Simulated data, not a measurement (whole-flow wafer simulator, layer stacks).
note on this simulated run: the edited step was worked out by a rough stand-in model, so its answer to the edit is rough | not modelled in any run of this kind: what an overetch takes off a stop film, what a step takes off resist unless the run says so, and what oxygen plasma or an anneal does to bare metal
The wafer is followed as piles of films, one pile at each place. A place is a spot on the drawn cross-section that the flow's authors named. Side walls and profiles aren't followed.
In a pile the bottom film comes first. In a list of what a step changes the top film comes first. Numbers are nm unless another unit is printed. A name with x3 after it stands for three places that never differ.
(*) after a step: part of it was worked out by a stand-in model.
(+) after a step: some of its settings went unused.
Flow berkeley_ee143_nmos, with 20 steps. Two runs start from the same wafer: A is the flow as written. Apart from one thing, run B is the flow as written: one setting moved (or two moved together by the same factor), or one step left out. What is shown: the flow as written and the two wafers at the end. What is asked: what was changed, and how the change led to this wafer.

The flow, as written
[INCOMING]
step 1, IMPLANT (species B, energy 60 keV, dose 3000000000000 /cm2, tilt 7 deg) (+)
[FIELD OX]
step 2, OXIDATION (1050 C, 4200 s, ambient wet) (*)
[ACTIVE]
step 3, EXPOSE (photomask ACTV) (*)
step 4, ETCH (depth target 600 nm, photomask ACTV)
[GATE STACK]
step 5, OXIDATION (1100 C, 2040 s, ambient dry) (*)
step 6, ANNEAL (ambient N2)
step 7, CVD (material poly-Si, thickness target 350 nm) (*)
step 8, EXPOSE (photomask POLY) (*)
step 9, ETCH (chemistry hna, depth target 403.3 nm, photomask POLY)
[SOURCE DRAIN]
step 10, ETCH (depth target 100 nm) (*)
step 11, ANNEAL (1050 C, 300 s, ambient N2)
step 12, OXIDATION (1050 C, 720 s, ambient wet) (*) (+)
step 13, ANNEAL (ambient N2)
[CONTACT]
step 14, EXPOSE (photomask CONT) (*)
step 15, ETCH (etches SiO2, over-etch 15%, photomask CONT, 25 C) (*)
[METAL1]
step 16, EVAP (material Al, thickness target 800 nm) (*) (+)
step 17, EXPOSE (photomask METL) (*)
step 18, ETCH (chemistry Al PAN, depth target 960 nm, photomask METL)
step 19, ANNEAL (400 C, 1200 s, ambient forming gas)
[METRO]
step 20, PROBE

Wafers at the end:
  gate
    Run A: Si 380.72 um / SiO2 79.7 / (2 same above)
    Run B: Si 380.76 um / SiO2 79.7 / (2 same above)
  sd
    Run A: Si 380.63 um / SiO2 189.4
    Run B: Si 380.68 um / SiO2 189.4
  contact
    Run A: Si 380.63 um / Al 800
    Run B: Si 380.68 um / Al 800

The reason: step 2, OXIDATION: 3045 s was run, though the flow has 4200 s.

The path from the change to this, step by step:
  step 2, OXIDATION (1050 C, 4200 s, ambient wet) (*)
      gate, sd, contact, field: A SiO2 gains 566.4 (new film), chemical SiO2 loses 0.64 (all of it), Si loses 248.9 | B SiO2 gains 466.7 (new film), chemical SiO2 loses 0.64 (all of it), Si loses 205.1
  step 4, ETCH (depth target 600 nm, photomask ACTV)
      gate, sd, contact: A SiO2 loses 566.4 (all of it) | B SiO2 loses 466.7 (all of it)
  step 5, OXIDATION (1100 C, 2040 s, ambient dry) (*)
      field: A SiO2 gains 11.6, Si loses 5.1 | B SiO2 gains 13.7, Si loses 6.01
  step 12, OXIDATION (1050 C, 720 s, ambient wet) (*) (+)
      field: A SiO2 gains 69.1, Si loses 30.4 | B SiO2 gains 80.3, Si loses 35.3
